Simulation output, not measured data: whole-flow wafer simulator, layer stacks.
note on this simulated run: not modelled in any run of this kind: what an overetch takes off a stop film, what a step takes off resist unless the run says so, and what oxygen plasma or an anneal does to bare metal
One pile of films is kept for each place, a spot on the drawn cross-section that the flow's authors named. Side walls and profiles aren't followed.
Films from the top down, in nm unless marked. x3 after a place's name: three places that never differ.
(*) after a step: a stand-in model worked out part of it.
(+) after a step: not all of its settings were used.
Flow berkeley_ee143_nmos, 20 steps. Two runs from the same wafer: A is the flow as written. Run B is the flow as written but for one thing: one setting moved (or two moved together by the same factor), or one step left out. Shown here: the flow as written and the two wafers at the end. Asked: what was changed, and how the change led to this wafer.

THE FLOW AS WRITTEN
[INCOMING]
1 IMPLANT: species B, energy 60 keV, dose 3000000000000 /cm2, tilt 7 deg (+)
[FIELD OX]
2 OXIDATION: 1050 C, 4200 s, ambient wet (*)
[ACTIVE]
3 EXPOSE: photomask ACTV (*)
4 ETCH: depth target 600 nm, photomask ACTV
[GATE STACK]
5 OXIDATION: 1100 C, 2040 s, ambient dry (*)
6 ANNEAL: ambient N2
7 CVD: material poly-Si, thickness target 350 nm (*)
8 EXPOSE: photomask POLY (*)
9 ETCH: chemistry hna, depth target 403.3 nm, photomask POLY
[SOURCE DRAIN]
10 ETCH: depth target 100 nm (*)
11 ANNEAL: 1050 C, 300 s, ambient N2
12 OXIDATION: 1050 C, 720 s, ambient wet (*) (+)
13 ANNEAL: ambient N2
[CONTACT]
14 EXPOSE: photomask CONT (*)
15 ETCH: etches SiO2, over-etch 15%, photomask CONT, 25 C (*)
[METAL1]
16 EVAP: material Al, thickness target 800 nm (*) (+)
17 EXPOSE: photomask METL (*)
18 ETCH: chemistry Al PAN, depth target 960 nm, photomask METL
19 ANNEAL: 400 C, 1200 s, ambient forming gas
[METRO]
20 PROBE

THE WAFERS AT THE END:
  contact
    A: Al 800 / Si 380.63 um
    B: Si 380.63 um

The cause: step 16, EVAP: material Al, thickness target 800 nm (*) (+), was left out.

How the change led to this, step by step:
  18 ETCH: chemistry Al PAN, depth target 960 nm, photomask METL
      gate, sd, field: A Al -800 (all of it) | B nothing
Counting metal films that touch as one body, contact has 0 bodies; the flow as written gives 1 body.
